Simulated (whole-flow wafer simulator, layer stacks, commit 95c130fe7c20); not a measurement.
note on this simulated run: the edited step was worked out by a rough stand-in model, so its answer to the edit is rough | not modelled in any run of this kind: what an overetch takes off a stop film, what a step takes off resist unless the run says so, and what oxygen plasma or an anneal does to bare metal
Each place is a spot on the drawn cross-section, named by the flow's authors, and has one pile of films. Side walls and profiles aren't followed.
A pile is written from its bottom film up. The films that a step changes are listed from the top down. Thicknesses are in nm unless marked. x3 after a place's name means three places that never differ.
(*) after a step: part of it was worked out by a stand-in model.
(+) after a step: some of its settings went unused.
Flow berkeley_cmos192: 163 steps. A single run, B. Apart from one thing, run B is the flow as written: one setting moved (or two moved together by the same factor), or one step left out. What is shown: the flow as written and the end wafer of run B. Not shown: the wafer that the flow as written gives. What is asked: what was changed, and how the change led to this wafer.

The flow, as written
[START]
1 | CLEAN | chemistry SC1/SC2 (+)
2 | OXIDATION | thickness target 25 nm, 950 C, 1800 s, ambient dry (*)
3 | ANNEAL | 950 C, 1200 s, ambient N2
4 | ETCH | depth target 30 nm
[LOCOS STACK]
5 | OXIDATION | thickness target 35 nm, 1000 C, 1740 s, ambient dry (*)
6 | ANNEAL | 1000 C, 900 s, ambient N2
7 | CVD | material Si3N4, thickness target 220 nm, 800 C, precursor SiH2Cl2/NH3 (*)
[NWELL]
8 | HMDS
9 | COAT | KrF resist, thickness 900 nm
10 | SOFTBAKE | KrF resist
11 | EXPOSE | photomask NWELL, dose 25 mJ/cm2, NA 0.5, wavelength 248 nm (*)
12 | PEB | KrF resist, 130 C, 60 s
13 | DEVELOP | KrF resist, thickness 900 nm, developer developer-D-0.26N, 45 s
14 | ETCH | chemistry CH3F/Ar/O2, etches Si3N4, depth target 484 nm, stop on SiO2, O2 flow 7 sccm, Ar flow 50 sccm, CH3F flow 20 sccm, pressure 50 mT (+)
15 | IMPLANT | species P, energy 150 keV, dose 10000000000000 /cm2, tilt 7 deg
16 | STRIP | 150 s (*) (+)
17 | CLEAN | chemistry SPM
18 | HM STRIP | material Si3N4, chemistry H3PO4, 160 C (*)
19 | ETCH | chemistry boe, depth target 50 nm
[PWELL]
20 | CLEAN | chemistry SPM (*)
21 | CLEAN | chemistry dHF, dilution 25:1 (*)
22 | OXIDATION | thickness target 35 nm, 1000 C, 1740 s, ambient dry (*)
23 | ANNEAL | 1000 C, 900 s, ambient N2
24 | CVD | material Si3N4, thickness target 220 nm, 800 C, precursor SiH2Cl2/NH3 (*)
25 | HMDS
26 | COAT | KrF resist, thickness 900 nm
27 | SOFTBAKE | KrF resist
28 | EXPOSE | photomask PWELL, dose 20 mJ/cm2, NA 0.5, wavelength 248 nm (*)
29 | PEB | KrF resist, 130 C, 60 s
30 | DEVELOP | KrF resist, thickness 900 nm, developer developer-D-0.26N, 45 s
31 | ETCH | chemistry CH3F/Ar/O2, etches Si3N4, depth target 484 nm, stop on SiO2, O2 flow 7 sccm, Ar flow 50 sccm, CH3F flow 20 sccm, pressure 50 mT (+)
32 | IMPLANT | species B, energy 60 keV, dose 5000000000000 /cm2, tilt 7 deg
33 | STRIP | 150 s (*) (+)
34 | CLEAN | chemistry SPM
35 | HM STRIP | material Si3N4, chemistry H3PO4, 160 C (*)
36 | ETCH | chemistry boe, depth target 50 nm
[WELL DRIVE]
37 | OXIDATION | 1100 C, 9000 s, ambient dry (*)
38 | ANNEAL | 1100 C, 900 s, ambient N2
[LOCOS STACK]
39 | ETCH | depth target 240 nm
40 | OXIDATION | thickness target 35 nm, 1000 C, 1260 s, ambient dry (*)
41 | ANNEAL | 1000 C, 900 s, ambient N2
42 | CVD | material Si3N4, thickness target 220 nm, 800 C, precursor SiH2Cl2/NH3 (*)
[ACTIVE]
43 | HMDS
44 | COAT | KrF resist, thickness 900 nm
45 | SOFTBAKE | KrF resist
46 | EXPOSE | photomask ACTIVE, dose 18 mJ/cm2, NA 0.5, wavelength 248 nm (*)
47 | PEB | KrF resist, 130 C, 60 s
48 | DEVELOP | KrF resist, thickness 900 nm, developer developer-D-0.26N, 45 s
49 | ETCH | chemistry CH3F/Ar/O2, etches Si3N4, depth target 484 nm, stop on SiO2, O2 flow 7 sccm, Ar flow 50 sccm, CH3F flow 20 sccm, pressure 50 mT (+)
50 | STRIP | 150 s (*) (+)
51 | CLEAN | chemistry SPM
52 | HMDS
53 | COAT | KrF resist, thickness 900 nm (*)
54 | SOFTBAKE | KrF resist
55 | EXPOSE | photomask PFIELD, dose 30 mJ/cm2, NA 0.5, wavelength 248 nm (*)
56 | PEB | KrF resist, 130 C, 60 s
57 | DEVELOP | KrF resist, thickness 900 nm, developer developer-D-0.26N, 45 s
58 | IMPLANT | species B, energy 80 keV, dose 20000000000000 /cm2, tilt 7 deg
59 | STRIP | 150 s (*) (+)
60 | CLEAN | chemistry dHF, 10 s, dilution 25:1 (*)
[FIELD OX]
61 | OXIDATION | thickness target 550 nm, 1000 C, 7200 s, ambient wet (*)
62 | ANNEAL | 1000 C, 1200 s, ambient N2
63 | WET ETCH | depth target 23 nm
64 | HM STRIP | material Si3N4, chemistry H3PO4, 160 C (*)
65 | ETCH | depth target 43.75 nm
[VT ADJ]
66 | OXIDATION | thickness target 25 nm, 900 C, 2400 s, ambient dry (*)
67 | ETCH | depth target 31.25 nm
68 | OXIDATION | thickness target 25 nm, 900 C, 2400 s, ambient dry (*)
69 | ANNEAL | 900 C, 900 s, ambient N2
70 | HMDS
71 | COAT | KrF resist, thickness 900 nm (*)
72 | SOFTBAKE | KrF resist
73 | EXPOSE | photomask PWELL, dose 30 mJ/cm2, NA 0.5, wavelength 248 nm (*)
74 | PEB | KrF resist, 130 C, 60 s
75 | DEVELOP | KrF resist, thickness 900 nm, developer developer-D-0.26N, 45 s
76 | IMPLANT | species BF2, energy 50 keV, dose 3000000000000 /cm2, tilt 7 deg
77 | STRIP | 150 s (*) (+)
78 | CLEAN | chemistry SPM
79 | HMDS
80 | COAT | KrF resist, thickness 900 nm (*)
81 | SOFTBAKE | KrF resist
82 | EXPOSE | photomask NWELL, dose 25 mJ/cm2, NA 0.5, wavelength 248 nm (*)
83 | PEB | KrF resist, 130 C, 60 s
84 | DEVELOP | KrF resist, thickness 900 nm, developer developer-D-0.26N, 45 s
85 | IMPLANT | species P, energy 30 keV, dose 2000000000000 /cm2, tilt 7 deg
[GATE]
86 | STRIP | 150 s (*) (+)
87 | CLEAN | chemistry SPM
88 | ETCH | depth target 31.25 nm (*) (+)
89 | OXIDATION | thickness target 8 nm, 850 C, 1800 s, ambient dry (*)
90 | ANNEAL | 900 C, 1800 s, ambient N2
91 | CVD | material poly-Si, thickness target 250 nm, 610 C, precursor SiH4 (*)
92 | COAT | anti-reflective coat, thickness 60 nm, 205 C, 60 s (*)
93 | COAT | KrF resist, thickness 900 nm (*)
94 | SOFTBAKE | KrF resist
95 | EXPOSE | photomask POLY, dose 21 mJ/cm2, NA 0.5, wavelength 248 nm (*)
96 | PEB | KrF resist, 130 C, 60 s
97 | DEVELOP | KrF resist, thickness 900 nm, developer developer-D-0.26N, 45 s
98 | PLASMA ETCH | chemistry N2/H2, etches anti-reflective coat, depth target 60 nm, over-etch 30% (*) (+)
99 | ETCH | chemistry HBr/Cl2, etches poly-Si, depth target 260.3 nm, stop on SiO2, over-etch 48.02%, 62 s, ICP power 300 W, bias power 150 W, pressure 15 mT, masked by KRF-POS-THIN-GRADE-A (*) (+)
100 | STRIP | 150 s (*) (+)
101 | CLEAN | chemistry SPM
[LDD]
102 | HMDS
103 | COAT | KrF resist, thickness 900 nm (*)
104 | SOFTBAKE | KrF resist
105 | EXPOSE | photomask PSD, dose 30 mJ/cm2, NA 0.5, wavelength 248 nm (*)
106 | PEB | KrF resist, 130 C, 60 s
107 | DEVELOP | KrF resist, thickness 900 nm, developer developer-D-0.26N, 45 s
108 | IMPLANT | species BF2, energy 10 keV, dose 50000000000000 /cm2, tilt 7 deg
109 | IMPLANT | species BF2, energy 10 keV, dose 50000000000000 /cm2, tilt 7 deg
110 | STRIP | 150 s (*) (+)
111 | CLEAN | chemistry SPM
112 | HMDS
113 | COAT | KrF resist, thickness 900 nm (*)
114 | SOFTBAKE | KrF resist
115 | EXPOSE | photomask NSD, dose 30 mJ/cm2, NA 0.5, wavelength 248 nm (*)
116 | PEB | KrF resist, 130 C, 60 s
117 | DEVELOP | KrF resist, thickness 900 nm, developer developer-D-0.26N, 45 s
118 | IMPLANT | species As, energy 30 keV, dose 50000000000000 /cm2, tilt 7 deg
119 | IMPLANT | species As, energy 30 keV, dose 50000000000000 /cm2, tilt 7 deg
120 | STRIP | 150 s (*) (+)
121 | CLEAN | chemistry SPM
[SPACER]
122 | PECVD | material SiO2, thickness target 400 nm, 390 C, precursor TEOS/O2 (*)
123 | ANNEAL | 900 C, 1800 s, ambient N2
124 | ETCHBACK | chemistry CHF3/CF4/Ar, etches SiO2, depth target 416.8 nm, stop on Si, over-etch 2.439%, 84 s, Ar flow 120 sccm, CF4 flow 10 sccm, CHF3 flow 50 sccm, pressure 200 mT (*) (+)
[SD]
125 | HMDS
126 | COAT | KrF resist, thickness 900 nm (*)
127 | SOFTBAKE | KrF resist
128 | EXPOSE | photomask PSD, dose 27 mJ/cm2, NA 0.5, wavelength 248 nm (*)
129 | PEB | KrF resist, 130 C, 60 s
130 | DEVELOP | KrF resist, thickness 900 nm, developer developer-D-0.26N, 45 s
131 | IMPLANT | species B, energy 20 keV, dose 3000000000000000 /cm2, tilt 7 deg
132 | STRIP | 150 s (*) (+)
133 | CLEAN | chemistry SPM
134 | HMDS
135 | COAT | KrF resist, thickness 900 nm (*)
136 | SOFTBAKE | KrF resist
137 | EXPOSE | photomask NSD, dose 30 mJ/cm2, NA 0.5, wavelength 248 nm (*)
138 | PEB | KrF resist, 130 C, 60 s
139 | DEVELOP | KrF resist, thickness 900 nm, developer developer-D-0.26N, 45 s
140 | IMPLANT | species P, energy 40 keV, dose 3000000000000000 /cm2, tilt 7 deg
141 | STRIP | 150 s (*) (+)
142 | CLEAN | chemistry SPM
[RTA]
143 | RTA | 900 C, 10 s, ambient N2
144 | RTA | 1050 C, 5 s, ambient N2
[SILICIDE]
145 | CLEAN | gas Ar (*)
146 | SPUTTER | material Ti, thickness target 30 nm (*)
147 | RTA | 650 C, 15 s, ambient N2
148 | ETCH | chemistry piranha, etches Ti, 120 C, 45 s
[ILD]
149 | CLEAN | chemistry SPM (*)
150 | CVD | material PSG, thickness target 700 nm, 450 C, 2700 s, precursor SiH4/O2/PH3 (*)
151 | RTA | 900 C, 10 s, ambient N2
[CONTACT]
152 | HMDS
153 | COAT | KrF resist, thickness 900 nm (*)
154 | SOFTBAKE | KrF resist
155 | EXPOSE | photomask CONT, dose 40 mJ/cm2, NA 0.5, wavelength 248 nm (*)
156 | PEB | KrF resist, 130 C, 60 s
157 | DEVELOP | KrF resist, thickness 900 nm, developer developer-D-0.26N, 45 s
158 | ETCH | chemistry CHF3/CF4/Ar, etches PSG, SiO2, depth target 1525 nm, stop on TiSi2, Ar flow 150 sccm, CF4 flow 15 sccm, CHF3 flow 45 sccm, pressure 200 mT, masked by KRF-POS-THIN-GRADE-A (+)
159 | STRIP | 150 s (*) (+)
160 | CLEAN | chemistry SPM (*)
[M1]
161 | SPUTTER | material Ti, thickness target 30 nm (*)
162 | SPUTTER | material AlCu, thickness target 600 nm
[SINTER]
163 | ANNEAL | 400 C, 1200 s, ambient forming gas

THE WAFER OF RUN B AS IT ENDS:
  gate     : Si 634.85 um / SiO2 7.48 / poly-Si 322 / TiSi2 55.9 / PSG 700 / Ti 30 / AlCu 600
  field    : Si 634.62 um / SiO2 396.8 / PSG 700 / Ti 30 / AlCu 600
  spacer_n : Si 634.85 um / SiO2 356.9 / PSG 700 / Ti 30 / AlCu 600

Cause: step 91, CVD: thickness target 381 nm was run, whereas the flow has thickness target 250 nm.

The path from the change to this, step by step:
  91 | CVD | material poly-Si, thickness target 250 nm, 610 C, precursor SiH4 (*)
      field, sd_n, spacer_n and 6 more: poly-Si gains 381 (new film) (as written it would have been: poly-Si gains 250 (new film))
  92 | COAT | anti-reflective coat, thickness 60 nm, 205 C, 60 s (*)
      field: anti-reflective coat gains 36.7 (new film) (as written it would have been: anti-reflective coat gains 35.3 (new film))
      sd_n: anti-reflective coat gains 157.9 (new film) (as written it would have been: anti-reflective coat gains 152.4 (new film))
      (and at 1 other place as well)
  98 | PLASMA ETCH | chemistry N2/H2, etches anti-reflective coat, depth target 60 nm, over-etch 30% (*) (+)
      field: anti-reflective coat loses 36.7 (all of it), poly-Si loses 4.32 (as written it would have been: anti-reflective coat loses 35.3 (all of it), poly-Si loses 4.18)
      sd_n: anti-reflective coat loses 157.9 (all of it), poly-Si loses 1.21 (as written it would have been: anti-reflective coat loses 152.4 (all of it), poly-Si loses 1.17)
      (and at 1 other place as well)
  99 | ETCH | chemistry HBr/Cl2, etches poly-Si, depth target 260.3 nm, stop on SiO2, over-etch 48.02%, 62 s, ICP power 300 W, bias power 150 W, pressure 15 mT, masked by KRF-POS-THIN-GRADE-A (*) (+)
      spacer_n, spacer_p: poly-Si loses 376.6 (all of it), SiO2 loses 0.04 (as written it would have been: poly-Si loses 245.8 (all of it), SiO2 loses 1.74)
      field: poly-Si loses 376.7 (all of it), SiO2 loses 0.04 (as written it would have been: poly-Si loses 245.8 (all of it), SiO2 loses 1.74)
      (and at 4 other places as well)
  103 | COAT | KrF resist, thickness 900 nm (*)
      gate: KrF resist gains 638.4 (new film) (as written it would have been: KrF resist gains 748 (new film))
      gate_p: KrF resist gains 634.6 (new film) (as written it would have been: KrF resist gains 744.1 (new film))
  107 | DEVELOP | KrF resist, thickness 900 nm, developer developer-D-0.26N, 45 s
      gate_p: KrF resist loses 633.6 (all of it) (as written it would have been: KrF resist loses 742.9 (all of it))
  110 | STRIP | 150 s (*) (+)
      gate: KrF resist loses 623.3 (all of it), chemical SiO2 gains 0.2, poly-Si loses 0.09 (as written it would have been: KrF resist loses 732.7 (all of it), chemical SiO2 gains 0.2, poly-Si loses 0.09)
  113 | COAT | KrF resist, thickness 900 nm (*)
      gate: KrF resist gains 638.4 (new film) (as written it would have been: KrF resist gains 747.9 (new film))
      gate_p: KrF resist gains 634.4 (new film) (as written it would have been: KrF resist gains 743.9 (new film))
  117 | DEVELOP | KrF resist, thickness 900 nm, developer developer-D-0.26N, 45 s
      gate: KrF resist loses 637.4 (all of it) (as written it would have been: KrF resist loses 746.8 (all of it))
  120 | STRIP | 150 s (*) (+)
      gate_p: KrF resist loses 619.3 (all of it), chemical SiO2 gains 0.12, poly-Si loses 0.05 (as written it would have been: KrF resist loses 728.6 (all of it), chemical SiO2 gains 0.12, poly-Si loses 0.05)
  124 | ETCHBACK | chemistry CHF3/CF4/Ar, etches SiO2, depth target 416.8 nm, stop on Si, over-etch 2.439%, 84 s, Ar flow 120 sccm, CF4 flow 10 sccm, CHF3 flow 50 sccm, pressure 200 mT (*) (+)
      spacer_n: SiO2 loses 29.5 (as written it would have been: SiO2 loses 160)
      spacer_p: SiO2 loses 29.4 (as written it would have been: SiO2 loses 159.9)
  126 | COAT | KrF resist, thickness 900 nm (*)
      spacer_n: KrF resist gains 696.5 (new film) (as written it would have been: KrF resist gains 791.6 (new film))
      gate: KrF resist gains 678.8 (new film) (as written it would have been: KrF resist gains 771.5 (new film))
      (and at 2 other places as well)
  130 | DEVELOP | KrF resist, thickness 900 nm, developer developer-D-0.26N, 45 s
      spacer_p: KrF resist loses 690 (all of it) (as written it would have been: KrF resist loses 784.6 (all of it))
      gate_p: KrF resist loses 672.1 (all of it) (as written it would have been: KrF resist loses 764.3 (all of it))
  132 | STRIP | 150 s (*) (+)
      spacer_n: KrF resist loses 681.2 (all of it) (as written it would have been: KrF resist loses 776.1 (all of it))
      gate: chemical SiO2 gains 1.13 (new film), KrF resist loses 663.5 (all of it), poly-Si loses 0.5 (as written it would have been: chemical SiO2 gains 1.13 (new film), KrF resist loses 756.1 (all of it), poly-Si loses 0.5)
  135 | COAT | KrF resist, thickness 900 nm (*)
      spacer_n: KrF resist gains 696.7 (new film) (as written it would have been: KrF resist gains 791.1 (new film))
      gate: KrF resist gains 678.4 (new film) (as written it would have been: KrF resist gains 770.3 (new film))
      (and at 2 other places as well)
  139 | DEVELOP | KrF resist, thickness 900 nm, developer developer-D-0.26N, 45 s
      spacer_n: KrF resist loses 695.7 (all of it) (as written it would have been: KrF resist loses 789.9 (all of it))
      gate: KrF resist loses 677.3 (all of it) (as written it would have been: KrF resist loses 769.1 (all of it))
  ... another 2 steps ...
  159 | STRIP | 150 s (*) (+)
      field: KrF resist loses 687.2 (all of it) (as written it would have been: KrF resist loses 671.6 (all of it))
      spacer_n: KrF resist loses 550.7 (all of it) (as written it would have been: KrF resist loses 620.3 (all of it))
      (and at 4 other places as well)
